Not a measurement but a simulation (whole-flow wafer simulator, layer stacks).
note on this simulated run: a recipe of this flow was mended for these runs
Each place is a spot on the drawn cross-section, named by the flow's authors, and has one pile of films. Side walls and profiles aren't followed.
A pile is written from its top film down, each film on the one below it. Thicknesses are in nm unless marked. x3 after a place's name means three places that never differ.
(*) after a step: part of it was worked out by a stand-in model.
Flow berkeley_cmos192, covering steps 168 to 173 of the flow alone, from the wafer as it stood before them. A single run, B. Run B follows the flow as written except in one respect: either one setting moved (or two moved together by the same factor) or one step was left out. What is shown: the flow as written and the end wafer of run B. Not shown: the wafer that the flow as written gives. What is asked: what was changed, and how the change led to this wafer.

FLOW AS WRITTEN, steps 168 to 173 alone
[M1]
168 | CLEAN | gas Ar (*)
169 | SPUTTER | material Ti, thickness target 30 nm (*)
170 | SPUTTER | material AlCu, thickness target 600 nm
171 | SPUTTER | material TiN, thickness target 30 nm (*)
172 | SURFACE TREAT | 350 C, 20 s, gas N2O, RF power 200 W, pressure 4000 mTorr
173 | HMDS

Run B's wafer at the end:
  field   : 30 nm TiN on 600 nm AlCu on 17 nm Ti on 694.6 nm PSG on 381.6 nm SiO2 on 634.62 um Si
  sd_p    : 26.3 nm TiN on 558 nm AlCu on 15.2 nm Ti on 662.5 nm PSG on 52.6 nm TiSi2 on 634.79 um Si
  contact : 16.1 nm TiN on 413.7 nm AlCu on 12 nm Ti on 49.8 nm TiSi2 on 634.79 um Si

The reason: step 169, SPUTTER: thickness target 17 nm was run, whereas the flow has thickness target 30 nm.
The wafer itself shows it: field has Ti 17, and step 169 as written asks for 30 nm.

The path from the change to this, step by step:
  169 | SPUTTER | material Ti, thickness target 30 nm (*)
      field, sd_n, spacer_n, gate, spacer_p, gate_p, m1: +17 Ti (new film) (in the flow as written it would be: +30 Ti (new film))
      sd_p: +15.2 Ti (new film) (in the flow as written it would be: +26.8 Ti (new film))
      (and at 1 other place as well)
